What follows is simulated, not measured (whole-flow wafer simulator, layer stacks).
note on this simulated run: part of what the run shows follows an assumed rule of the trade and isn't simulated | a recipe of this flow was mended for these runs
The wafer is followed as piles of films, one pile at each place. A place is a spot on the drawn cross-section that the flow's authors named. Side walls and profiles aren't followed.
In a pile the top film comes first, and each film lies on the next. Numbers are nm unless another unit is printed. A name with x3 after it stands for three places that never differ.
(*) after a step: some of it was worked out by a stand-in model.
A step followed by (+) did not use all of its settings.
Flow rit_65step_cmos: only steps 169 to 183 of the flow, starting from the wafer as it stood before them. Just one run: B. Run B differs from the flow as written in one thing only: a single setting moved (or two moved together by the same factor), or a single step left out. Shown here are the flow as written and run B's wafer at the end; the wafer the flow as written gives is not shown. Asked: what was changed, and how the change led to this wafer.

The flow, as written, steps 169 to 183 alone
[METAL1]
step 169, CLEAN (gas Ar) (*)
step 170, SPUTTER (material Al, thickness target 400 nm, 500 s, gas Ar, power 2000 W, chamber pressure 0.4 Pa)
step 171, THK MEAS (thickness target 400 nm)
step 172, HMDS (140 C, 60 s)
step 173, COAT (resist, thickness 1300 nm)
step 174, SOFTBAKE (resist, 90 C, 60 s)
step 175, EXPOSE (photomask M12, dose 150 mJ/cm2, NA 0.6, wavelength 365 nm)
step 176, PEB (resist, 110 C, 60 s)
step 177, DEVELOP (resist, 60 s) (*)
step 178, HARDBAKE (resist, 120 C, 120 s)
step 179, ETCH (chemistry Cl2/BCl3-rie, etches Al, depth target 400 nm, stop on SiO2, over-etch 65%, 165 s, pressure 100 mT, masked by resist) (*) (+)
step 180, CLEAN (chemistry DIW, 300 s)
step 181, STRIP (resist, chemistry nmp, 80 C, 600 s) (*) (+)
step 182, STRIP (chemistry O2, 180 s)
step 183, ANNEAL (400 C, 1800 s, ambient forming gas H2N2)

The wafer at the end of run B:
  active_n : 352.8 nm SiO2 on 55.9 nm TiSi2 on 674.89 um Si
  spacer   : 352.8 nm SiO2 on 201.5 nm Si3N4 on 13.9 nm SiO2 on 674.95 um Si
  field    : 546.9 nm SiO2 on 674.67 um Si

What caused this: step 170, SPUTTER: 425 s was run, whereas the flow has 500 s.

The path from the change to this, step by step:
  step 170, SPUTTER (material Al, thickness target 400 nm, 500 s, gas Ar, power 2000 W, chamber pressure 0.4 Pa)
      field, field_pw, field_nw and 10 more: Al gains 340 (new film) (in the flow as written it would be: Al gains 400 (new film))
      contact: Al gains 219.9 (new film) (in the flow as written it would be: Al gains 255.4 (new film))
  step 179, ETCH (chemistry Cl2/BCl3-rie, etches Al, depth target 400 nm, stop on SiO2, over-etch 65%, 165 s, pressure 100 mT, masked by resist) (*) (+)
      field, field_pw, field_nw and 9 more: Al loses 326.7 (all of it), SiO2 loses 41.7 (in the flow as written it would be: Al loses 386.7 (all of it), SiO2 loses 34.2)
